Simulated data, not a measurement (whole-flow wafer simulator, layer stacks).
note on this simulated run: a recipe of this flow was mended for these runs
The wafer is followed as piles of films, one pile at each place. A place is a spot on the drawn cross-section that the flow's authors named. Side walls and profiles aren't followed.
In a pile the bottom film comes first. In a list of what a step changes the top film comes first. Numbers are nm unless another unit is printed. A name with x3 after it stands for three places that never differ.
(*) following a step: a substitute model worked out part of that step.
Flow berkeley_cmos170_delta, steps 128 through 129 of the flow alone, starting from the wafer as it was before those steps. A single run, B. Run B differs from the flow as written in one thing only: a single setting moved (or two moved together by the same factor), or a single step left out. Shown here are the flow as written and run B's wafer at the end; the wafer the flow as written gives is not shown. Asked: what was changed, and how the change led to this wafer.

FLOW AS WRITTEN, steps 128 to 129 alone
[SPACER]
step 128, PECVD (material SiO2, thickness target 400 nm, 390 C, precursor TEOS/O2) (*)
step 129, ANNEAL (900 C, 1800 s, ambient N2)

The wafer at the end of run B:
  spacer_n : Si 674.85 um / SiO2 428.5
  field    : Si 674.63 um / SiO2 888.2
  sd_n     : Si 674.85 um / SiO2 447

The reason: step 128, PECVD: thickness target 441 nm was run, while the flow as written has thickness target 400 nm.

The path from the change to this, step by step:
  step 128, PECVD (material SiO2, thickness target 400 nm, 390 C, precursor TEOS/O2) (*)
      field, sd_n, contact, m1: +441 SiO2 (it would be, as written: +400 SiO2)
      spacer_n, sd_p, spacer_p: +422.8 SiO2 (it would be, as written: +383.7 SiO2)
      (as well as at 2 more places)
